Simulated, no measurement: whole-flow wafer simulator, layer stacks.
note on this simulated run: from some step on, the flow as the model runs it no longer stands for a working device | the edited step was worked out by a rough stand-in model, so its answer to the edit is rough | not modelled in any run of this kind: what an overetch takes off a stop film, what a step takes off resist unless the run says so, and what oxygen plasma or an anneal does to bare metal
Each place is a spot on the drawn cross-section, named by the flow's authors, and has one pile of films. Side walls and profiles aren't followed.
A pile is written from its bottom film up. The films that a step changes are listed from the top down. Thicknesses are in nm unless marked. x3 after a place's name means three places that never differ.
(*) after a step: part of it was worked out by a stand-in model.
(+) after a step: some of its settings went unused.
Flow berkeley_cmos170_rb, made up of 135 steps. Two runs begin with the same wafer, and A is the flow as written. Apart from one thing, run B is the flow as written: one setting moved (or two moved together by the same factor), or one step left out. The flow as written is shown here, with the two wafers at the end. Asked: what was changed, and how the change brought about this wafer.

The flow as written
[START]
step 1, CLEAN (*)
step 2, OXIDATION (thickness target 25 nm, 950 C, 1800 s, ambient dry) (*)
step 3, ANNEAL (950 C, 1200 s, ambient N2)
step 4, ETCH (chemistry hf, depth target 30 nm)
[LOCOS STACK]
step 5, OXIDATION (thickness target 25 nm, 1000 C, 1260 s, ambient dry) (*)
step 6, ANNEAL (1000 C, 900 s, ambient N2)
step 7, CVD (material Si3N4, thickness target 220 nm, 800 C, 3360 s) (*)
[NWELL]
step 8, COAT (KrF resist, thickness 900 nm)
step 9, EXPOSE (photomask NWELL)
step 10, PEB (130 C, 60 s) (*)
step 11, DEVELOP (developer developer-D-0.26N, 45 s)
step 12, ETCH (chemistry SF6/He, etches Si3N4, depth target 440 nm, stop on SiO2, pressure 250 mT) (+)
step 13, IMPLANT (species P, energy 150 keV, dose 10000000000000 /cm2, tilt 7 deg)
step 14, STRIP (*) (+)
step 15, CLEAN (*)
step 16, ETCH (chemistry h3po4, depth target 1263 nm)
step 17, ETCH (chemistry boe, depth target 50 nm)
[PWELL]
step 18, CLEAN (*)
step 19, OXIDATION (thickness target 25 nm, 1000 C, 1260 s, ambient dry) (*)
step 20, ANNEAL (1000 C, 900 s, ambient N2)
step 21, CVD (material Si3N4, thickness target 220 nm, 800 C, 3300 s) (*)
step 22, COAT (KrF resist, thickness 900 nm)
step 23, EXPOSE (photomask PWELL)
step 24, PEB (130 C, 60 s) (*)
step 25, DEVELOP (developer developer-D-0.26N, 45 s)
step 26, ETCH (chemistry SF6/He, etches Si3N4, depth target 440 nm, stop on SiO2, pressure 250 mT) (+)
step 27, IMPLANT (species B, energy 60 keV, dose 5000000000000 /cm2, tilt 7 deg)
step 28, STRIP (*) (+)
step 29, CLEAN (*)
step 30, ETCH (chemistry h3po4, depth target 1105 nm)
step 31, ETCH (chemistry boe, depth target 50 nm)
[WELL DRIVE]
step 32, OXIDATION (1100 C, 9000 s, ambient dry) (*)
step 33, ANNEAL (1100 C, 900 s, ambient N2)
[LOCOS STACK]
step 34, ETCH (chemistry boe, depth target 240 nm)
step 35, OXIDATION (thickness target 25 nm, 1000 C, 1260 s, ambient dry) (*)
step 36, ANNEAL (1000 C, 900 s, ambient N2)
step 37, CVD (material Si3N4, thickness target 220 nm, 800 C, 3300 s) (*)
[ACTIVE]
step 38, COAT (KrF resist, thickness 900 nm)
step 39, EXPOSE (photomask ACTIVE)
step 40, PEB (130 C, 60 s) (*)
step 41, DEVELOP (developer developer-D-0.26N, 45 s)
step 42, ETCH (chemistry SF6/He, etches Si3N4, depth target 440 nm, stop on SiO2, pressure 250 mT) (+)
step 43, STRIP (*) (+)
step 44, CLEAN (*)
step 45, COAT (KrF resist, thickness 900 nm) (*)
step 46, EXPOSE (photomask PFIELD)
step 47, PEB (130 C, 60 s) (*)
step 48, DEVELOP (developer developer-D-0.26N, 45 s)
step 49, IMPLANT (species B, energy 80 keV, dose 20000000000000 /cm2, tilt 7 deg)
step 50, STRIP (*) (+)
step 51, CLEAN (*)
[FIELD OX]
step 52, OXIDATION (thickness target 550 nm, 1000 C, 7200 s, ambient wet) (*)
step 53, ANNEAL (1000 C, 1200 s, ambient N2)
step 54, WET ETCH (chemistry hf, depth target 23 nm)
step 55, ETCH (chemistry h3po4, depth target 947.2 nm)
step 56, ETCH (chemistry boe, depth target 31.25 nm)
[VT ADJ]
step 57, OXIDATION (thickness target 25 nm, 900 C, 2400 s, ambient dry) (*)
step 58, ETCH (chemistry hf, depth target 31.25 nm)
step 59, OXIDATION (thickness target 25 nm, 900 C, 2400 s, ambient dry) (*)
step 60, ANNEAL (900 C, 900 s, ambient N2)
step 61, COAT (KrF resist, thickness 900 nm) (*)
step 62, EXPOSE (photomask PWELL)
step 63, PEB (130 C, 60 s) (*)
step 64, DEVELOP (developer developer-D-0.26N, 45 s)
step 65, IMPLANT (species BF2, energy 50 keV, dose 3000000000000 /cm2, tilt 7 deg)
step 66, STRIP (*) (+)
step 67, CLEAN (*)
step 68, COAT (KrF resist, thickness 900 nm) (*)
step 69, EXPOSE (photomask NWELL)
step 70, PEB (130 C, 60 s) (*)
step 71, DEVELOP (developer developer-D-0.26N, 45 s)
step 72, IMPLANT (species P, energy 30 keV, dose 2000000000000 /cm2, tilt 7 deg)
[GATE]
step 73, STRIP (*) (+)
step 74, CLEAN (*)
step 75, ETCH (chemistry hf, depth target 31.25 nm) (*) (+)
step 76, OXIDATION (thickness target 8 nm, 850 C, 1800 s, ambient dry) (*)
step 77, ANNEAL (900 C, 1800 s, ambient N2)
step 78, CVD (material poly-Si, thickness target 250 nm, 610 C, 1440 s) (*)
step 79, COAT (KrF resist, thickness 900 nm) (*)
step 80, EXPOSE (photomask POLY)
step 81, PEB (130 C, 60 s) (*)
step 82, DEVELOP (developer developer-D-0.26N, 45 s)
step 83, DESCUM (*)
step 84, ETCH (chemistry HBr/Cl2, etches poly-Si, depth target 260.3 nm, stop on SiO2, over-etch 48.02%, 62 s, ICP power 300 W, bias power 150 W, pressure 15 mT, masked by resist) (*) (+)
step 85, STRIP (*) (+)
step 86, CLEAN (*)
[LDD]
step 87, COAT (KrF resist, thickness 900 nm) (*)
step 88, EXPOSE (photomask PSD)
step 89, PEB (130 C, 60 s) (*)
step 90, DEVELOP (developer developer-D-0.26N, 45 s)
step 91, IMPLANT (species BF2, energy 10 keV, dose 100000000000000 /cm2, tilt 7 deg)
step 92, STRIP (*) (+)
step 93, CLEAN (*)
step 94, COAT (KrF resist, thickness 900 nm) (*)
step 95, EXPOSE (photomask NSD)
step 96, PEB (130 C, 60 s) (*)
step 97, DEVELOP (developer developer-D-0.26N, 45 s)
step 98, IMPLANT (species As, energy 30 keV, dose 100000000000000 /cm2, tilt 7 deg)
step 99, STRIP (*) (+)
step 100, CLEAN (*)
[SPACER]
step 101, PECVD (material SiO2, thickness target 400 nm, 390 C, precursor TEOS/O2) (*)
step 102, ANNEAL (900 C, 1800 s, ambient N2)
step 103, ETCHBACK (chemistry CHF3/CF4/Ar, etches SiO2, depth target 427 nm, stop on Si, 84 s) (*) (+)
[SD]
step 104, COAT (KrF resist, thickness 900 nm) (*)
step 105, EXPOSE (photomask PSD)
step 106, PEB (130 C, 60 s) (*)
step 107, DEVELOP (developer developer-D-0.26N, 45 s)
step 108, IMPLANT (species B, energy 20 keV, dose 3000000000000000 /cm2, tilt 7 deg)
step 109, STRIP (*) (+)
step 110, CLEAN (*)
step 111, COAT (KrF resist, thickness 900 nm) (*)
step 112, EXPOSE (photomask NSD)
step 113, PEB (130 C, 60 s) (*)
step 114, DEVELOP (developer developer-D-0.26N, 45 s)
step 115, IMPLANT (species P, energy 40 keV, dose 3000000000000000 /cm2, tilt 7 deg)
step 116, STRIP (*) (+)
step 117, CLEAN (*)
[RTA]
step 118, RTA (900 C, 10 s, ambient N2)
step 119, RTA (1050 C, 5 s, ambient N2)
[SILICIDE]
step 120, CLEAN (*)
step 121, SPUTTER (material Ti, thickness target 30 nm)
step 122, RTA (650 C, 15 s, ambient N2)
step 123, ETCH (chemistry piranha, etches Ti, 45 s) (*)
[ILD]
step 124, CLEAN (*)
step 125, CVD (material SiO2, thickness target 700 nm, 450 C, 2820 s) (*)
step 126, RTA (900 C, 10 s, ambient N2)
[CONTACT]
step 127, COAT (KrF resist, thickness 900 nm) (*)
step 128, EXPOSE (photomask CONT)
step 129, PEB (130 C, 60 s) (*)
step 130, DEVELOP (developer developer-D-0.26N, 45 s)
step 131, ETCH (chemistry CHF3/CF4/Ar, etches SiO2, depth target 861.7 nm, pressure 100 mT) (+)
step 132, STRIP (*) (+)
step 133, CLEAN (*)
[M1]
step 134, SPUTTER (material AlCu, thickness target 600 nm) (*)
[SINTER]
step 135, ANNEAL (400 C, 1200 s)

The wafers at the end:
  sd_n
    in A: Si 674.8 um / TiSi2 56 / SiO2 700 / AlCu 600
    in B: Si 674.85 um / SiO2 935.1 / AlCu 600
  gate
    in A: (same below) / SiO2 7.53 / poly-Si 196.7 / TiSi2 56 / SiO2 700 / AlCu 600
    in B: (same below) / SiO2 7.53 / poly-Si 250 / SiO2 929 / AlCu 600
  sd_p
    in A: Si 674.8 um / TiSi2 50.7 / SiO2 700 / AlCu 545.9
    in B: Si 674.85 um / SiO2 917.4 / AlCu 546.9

Cause: step 103, ETCHBACK: depth target 171 nm was run, though the flow has depth target 427 nm.

How this came from the change, step by step:
  step 103, ETCHBACK (chemistry CHF3/CF4/Ar, etches SiO2, depth target 427 nm, stop on Si, 84 s) (*) (+)
      sd_n, contact, m1: A SiO2 loses 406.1 (all of it) | B SiO2 loses 171
      spacer_n, spacer_p: A SiO2 loses 157.9 | B nothing
      (also at 4 further places)
  step 104, COAT (KrF resist, thickness 900 nm) (*)
      sd_n: A KrF resist gains 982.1 (new film) | B KrF resist gains 1003.6 (new film)
      spacer_n: A KrF resist gains 766.3 (new film) | B KrF resist gains 865.4 (new film)
      (also at 4 further places)
  step 107, DEVELOP (developer developer-D-0.26N, 45 s)
      sd_p: A KrF resist loses 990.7 (all of it) | B KrF resist loses 1031.4 (all of it)
      spacer_p: A KrF resist loses 767.7 (all of it) | B KrF resist loses 864.2 (all of it)
      (also at 1 further place)
  step 109, STRIP (*) (+)
      sd_n: A KrF resist loses 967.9 (all of it) | B KrF resist loses 989.4 (all of it)
      spacer_n: A KrF resist loses 752.1 (all of it) | B KrF resist loses 851.2 (all of it)
      (also at 1 further place)
  step 111, COAT (KrF resist, thickness 900 nm) (*)
      sd_n: A KrF resist gains 982.1 (new film) | B KrF resist gains 1003.6 (new film)
      spacer_n: A KrF resist gains 766.3 (new film) | B KrF resist gains 865.4 (new film)
      (also at 4 further places)
  step 114, DEVELOP (developer developer-D-0.26N, 45 s)
      sd_n: A KrF resist loses 982.1 (all of it) | B KrF resist loses 1003.6 (all of it)
      spacer_n: A KrF resist loses 766.3 (all of it) | B KrF resist loses 865.4 (all of it)
      (also at 1 further place)
  step 116, STRIP (*) (+)
      sd_p: A KrF resist loses 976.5 (all of it) | B KrF resist loses 1017.2 (all of it)
      spacer_p: A KrF resist loses 753.5 (all of it) | B KrF resist loses 850 (all of it)
      (also at 1 further place)
  step 121, SPUTTER (material Ti, thickness target 30 nm)
      spacer_n, spacer_p: A Ti gains 30 (new film) | B Ti gains 25.8 (new film)
      sd_p: A Ti gains 27.1 (new film) | B Ti gains 25.6 (new film)
  step 122, RTA (650 C, 15 s, ambient N2)
      sd_n, contact, m1: A Ti loses 23.4, TiSi first gains 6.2 (new film), TiSi2 C49 gains 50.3 (new film), Si loses 49 | B nothing
      gate, gate_p: A Ti loses 23.4, TiSi first gains 6.2 (new film), TiSi2 C49 gains 50.3 (new film), poly-Si loses 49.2 | B nothing
      (also at 1 further place)
  step 123, ETCH (chemistry piranha, etches Ti, 45 s) (*)
      sd_n, gate, gate_p, contact, m1: A Ti loses 6.6 (all of it) | B Ti loses 30 (all of it)
      spacer_n, spacer_p: A Ti loses 30 (all of it) | B Ti loses 25.8 (all of it)
      (also at 1 further place)
  step 125, CVD (material SiO2, thickness target 700 nm, 450 C, 2820 s) (*)
      sd_n, gate, sd_p, gate_p, contact, m1: A SiO2 gains 700 (new film) | B SiO2 gains 700
  step 126, RTA (900 C, 10 s, ambient N2)
      sd_n, contact, m1: A under 1 film: TiSi2 gains 56 (new film), TiSi first loses 6.2 (all of it), TiSi2 C49 loses 50.3 (all of it), Si loses 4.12 | B nothing
      gate, gate_p: A under 1 film: TiSi2 gains 56 (new film), TiSi first loses 6.2 (all of it), TiSi2 C49 loses 50.3 (all of it), poly-Si loses 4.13 | B nothing
      (also at 1 further place)
  step 127, COAT (KrF resist, thickness 900 nm) (*)
      spacer_n: A KrF resist gains 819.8 (new film) | B KrF resist gains 886.7 (new film)
      spacer_p: A KrF resist gains 822.5 (new film) | B KrF resist gains 889.1 (new film)
  step 131, ETCH (chemistry CHF3/CF4/Ar, etches SiO2, depth target 861.7 nm, pressure 100 mT) (+)
      contact: A SiO2 loses 700 (all of it), TiSi2 loses 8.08 | B SiO2 loses 861.7
  step 132, STRIP (*) (+)
      field: A KrF resist loses 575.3 (all of it) | B KrF resist loses 560.6 (all of it)
      spacer_n: A KrF resist loses 590.2 (all of it) | B KrF resist loses 657.1 (all of it)
      (also at 2 further places)
  step 134, SPUTTER (material AlCu, thickness target 600 nm) (*)
      contact: A AlCu gains 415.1 (new film) | B AlCu gains 379.4 (new film)
